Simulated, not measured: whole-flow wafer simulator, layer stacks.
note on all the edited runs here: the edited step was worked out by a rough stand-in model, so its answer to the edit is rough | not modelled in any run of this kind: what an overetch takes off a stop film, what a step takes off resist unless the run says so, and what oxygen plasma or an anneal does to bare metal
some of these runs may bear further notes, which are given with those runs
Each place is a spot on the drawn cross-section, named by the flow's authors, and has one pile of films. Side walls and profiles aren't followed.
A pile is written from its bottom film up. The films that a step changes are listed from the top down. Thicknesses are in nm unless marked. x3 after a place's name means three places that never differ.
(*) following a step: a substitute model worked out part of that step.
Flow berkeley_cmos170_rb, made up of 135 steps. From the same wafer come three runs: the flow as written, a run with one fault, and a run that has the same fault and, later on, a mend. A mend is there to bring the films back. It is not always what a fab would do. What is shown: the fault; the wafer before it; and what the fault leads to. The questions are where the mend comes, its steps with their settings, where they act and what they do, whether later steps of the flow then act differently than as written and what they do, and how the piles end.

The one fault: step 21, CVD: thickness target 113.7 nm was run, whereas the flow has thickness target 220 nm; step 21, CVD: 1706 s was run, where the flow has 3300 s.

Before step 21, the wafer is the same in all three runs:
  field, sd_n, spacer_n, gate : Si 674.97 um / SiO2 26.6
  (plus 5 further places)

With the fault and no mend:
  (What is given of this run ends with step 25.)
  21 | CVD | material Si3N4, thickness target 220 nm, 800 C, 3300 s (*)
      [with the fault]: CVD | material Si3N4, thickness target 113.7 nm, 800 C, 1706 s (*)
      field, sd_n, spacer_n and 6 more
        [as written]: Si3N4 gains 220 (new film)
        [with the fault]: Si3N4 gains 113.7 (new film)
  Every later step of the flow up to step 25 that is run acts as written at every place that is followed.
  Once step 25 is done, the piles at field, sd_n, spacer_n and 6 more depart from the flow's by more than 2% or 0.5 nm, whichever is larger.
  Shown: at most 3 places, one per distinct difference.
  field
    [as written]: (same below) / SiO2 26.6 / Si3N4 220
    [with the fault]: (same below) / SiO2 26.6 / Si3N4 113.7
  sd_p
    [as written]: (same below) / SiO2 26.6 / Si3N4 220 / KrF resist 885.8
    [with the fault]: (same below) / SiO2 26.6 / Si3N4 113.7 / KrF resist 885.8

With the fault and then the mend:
  The mend follows step 21.
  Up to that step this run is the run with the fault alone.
  21a | ETCH | chemistry h3po4, depth target 131.3 nm (the flow's step 16 again, with other settings)
      field, sd_n, spacer_n and 6 more
        Si3N4 loses 113.7 (all of it)
  21b | CLEAN (*) (the flow's step 18 again)
      alters no film at any place that is followed
  21c | CVD | material Si3N4, thickness target 220 nm, 800 C, 3300 s (*) (the flow's step 21 again)
      field, sd_n, spacer_n and 6 more
        Si3N4 gains 220 (new film)
  Every later step of the flow that is run acts as written at every place that is followed.
  The piles end the same as the flow's at every place that both follow.
